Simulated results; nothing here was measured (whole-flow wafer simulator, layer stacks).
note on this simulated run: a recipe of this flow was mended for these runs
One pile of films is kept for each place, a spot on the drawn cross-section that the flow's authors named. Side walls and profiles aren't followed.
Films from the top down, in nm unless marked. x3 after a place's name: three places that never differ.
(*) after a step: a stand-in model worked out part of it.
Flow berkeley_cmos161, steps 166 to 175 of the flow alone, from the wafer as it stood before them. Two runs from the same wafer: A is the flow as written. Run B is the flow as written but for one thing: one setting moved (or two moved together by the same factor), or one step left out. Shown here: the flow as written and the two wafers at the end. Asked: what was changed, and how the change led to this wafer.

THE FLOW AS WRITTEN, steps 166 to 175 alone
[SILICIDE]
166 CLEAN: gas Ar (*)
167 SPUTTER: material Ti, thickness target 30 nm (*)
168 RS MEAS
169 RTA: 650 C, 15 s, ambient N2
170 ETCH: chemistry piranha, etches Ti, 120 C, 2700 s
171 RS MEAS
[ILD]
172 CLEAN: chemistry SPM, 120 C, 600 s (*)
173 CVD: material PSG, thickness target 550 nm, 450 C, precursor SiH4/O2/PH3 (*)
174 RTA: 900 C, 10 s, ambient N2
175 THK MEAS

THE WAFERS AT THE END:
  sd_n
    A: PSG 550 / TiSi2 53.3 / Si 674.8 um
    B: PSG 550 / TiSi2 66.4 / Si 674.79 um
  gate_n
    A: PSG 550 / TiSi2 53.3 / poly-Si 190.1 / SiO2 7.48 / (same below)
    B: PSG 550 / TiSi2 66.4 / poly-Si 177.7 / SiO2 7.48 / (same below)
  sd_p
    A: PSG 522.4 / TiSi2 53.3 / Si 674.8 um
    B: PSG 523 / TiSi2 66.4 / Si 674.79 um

The cause: step 167, SPUTTER: thickness target 37 nm was run, where the flow has thickness target 30 nm; step 170, ETCH: 3348 s was run, where the flow has 2700 s.

How the change led to this, step by step:
  167 SPUTTER: material Ti, thickness target 30 nm (*)
      field, sd_n, spacer_n, gate_n, sd_p, spacer_p, gate_p, contact x2: A Ti +30 (new film) | B Ti +37 (new film)
  169 RTA: 650 C, 15 s, ambient N2
      sd_n, sd_p, contact x2: A Ti -23.4, TiSi first +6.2 (new film), TiSi2 C49 +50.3 (new film), Si -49 | B Ti -28.9, TiSi first +21.1 (new film), TiSi2 C49 +42.1 (new film), Si -51.5
      gate_n, gate_p: A Ti -23.4, TiSi first +6.2 (new film), TiSi2 C49 +50.3 (new film), poly-Si -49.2 | B Ti -28.9, TiSi first +21.1 (new film), TiSi2 C49 +42.1 (new film), poly-Si -51.7
  170 ETCH: chemistry piranha, etches Ti, 120 C, 2700 s
      sd_n, gate_n, sd_p, gate_p, contact x2: A Ti -6.6 (all of it), TiSi first -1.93 | B Ti -8.14 (all of it), TiSi first -1.97
      field, spacer_n, spacer_p: A Ti -30 (all of it) | B Ti -37 (all of it)
  174 RTA: 900 C, 10 s, ambient N2
      sd_n, sd_p, contact x2: A under 1 film: TiSi2 +53.3 (new film), TiSi first -4.27 (all of it), TiSi2 C49 -50.3 (all of it), Si -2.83 | B under 1 film: TiSi2 +66.4 (new film), TiSi first -19.1 (all of it), TiSi2 C49 -42.1 (all of it), Si -12.7
      gate_n, gate_p: A under 1 film: TiSi2 +53.3 (new film), TiSi first -4.27 (all of it), TiSi2 C49 -50.3 (all of it), poly-Si -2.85 | B under 1 film: TiSi2 +66.4 (new film), TiSi first -19.1 (all of it), TiSi2 C49 -42.1 (all of it), poly-Si -12.7
